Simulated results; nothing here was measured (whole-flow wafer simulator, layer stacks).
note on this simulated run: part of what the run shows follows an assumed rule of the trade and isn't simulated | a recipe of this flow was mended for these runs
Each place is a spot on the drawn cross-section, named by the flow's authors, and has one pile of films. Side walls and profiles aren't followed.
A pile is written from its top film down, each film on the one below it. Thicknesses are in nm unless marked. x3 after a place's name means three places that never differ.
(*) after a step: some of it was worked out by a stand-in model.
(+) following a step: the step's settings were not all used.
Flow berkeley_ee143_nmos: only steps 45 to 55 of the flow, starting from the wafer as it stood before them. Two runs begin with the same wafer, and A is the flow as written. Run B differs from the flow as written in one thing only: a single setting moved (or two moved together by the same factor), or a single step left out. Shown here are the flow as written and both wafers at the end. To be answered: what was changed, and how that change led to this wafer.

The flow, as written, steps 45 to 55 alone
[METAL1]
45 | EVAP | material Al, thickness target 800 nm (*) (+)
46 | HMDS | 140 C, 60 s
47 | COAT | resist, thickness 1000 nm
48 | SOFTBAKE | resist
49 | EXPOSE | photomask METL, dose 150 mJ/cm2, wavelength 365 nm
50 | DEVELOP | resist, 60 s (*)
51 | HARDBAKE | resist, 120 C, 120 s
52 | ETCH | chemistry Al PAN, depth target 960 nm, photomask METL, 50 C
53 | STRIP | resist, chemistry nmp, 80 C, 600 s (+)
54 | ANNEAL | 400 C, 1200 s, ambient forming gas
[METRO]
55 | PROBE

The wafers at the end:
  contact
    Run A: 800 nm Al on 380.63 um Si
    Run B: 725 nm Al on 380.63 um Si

Cause: step 45, EVAP: thickness target 725 nm was run, whereas the flow has thickness target 800 nm.
One can read it off the wafer: contact has Al 725, and step 45 as written asks for 800 nm.

The path from the change to this, step by step:
  45 | EVAP | material Al, thickness target 800 nm (*) (+)
      gate, sd, contact, field: A Al gains 800 (new film) | B Al gains 725 (new film)
  52 | ETCH | chemistry Al PAN, depth target 960 nm, photomask METL, 50 C
      gate, sd, field: A Al loses 786.7 (all of it) | B Al loses 711.7 (all of it)
